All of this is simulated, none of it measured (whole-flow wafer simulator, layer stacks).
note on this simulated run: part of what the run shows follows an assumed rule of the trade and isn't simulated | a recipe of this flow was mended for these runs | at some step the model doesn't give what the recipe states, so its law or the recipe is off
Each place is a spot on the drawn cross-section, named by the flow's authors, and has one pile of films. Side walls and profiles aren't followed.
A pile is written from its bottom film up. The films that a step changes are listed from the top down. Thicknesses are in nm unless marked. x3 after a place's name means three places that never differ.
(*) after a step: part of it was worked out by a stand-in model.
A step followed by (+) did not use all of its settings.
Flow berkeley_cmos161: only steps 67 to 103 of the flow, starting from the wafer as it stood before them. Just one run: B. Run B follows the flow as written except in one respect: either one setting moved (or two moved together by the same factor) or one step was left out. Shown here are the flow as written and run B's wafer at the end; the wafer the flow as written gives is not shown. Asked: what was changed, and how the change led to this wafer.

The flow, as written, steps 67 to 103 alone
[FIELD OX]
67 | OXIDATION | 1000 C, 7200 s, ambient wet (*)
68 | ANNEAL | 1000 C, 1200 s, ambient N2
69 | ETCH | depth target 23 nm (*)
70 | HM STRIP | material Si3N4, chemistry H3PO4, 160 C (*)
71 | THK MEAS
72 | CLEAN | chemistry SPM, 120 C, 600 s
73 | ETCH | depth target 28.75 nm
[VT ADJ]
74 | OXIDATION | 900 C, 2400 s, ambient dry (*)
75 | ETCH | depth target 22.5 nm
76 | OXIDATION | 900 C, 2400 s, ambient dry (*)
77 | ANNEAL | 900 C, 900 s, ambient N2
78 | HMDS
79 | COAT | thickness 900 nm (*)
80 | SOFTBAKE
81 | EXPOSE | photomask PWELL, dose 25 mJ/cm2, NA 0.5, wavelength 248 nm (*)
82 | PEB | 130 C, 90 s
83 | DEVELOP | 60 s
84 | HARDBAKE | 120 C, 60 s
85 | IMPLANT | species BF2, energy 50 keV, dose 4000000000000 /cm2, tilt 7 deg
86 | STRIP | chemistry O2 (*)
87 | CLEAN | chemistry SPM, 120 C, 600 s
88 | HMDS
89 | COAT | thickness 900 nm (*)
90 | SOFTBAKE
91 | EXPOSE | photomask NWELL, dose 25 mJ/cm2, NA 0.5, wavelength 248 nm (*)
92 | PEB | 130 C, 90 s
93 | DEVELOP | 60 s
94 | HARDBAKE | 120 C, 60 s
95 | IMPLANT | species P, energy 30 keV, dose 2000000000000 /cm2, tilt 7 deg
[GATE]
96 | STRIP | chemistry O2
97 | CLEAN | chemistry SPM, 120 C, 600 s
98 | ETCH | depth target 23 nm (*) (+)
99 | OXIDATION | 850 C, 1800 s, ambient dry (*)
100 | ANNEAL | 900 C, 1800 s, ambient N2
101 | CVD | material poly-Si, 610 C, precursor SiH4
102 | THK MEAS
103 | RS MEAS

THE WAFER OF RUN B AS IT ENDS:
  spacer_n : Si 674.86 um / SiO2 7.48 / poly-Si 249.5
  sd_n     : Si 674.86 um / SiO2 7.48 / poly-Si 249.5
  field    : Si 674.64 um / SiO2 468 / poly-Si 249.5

What caused this: step 73, ETCH: depth target 14.38 nm was run, though the flow has depth target 28.75 nm.

Step by step, how the change led to this:
  73 | ETCH | depth target 28.75 nm
      spacer_n, gate_n, spacer_p, gate_p, contact, m1: -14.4 SiO2 (in the flow as written it would be: -17.9 SiO2 (all of it))
      sd_n, sd_p: -14.4 SiO2 (in the flow as written it would be: -18.1 SiO2 (all of it))
      (as well as at 1 more place)
  74 | OXIDATION | 900 C, 2400 s, ambient dry (*)
      sd_n, spacer_n, gate_n, sd_p, spacer_p, gate_p, contact, m1: +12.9 SiO2, -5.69 Si (in the flow as written it would be: +14.9 SiO2 (new film), -6.57 Si)
  75 | ETCH | depth target 22.5 nm
      spacer_n, gate_n, spacer_p, gate_p, contact, m1: -16.4 SiO2 (all of it) (in the flow as written it would be: -14.9 SiO2 (all of it))
      sd_n, sd_p: -16.7 SiO2 (all of it) (in the flow as written it would be: -14.9 SiO2 (all of it))
